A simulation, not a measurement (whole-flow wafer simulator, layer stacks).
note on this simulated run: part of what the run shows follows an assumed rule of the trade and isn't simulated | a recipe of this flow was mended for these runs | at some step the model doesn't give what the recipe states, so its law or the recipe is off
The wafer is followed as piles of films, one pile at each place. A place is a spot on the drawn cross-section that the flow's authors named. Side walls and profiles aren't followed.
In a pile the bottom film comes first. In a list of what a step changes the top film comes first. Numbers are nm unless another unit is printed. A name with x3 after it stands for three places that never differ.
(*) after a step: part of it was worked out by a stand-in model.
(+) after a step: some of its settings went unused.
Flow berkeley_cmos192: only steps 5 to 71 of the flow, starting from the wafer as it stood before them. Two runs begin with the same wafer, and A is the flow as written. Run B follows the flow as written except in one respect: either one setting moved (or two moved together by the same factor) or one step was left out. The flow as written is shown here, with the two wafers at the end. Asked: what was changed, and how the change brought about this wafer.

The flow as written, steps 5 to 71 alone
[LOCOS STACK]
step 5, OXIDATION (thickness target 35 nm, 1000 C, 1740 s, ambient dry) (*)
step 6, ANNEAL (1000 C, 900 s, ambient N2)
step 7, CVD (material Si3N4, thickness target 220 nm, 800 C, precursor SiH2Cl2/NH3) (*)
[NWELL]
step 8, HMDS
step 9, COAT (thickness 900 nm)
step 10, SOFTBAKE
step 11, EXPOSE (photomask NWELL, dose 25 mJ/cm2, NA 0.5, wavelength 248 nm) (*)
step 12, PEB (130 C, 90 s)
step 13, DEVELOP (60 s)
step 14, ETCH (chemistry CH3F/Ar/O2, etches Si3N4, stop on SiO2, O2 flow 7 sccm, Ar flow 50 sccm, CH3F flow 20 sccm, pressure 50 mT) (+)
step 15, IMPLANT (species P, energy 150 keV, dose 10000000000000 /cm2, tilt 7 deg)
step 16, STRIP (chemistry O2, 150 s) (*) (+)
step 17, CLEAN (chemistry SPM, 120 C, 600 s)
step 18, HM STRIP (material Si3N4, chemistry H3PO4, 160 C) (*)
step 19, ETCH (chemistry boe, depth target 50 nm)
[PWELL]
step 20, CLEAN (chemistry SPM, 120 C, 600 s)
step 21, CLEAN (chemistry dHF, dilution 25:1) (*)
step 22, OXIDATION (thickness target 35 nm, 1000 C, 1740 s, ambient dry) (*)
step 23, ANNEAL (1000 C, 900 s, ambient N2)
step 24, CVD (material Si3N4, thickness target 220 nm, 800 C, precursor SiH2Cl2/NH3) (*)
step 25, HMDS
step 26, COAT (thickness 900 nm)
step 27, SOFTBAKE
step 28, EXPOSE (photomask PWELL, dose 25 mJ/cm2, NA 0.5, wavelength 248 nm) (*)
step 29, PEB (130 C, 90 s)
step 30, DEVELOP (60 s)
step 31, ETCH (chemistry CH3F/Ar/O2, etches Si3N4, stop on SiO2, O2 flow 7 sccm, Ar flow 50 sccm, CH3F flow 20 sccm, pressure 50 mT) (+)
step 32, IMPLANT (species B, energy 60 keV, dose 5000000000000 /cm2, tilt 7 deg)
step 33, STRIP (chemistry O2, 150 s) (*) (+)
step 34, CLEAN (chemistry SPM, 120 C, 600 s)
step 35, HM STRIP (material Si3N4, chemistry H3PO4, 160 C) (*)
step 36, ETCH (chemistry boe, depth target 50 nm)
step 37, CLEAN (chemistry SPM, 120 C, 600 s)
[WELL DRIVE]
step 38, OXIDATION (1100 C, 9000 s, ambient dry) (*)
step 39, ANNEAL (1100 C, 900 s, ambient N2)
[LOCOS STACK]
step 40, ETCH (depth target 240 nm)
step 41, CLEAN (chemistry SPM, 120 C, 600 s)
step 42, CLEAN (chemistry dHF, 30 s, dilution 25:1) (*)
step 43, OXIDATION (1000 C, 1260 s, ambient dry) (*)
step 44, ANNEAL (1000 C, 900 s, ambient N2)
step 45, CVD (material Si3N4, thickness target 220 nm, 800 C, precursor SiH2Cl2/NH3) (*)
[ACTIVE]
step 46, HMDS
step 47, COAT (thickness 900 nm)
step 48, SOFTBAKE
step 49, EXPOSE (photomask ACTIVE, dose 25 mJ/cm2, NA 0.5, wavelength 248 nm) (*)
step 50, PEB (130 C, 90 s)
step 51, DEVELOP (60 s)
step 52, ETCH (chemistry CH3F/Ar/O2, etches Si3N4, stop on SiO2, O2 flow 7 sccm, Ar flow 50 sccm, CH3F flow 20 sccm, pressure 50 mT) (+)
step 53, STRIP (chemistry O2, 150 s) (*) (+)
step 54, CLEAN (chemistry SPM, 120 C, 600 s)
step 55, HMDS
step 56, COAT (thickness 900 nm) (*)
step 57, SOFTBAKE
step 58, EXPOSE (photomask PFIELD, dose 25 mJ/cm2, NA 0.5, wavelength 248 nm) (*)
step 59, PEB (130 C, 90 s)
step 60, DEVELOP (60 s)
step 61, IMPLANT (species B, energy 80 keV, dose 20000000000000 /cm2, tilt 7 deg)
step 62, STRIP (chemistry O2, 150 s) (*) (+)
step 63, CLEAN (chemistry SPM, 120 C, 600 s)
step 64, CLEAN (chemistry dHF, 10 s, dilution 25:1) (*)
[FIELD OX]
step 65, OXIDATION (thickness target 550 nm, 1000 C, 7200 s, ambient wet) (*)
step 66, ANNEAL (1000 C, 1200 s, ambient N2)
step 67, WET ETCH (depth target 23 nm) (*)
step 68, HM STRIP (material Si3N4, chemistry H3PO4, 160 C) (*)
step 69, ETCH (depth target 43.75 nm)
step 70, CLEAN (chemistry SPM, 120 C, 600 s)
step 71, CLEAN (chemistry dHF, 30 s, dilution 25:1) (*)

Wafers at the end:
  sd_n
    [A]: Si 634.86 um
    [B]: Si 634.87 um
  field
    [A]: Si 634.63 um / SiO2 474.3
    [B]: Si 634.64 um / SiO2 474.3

What caused this: step 5, OXIDATION: 850 C was run, while the flow as written has 1000 C.

How this came from the change, step by step:
  step 5, OXIDATION (thickness target 35 nm, 1000 C, 1740 s, ambient dry) (*)
      field, sd_n, spacer_n and 6 more: A SiO2 gains 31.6 (new film), Si loses 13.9 | B SiO2 gains 7.34 (new film), Si loses 3.23
  step 18, HM STRIP (material Si3N4, chemistry H3PO4, 160 C) (*)
      field, sd_n, spacer_n, gate, contact, m1: A Si3N4 loses 220 (all of it), SiO2 loses 12.9 | B chemical SiO2 gains 0.5 (new film), Si3N4 loses 220 (all of it), SiO2 loses 7.34 (all of it), Si loses 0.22
      sd_p, spacer_p, gate_p: A SiO2 loses 20.3 | B chemical SiO2 gains 0.5 (new film), SiO2 loses 3.67 (all of it), Si loses 0.22
  step 19, ETCH (chemistry boe, depth target 50 nm)
      field, sd_n, spacer_n, gate, contact, m1: A SiO2 loses 18.7 (all of it) | B chemical SiO2 loses 0.5 (all of it)
      sd_p, spacer_p, gate_p: A SiO2 loses 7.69 (all of it) | B chemical SiO2 loses 0.5 (all of it)
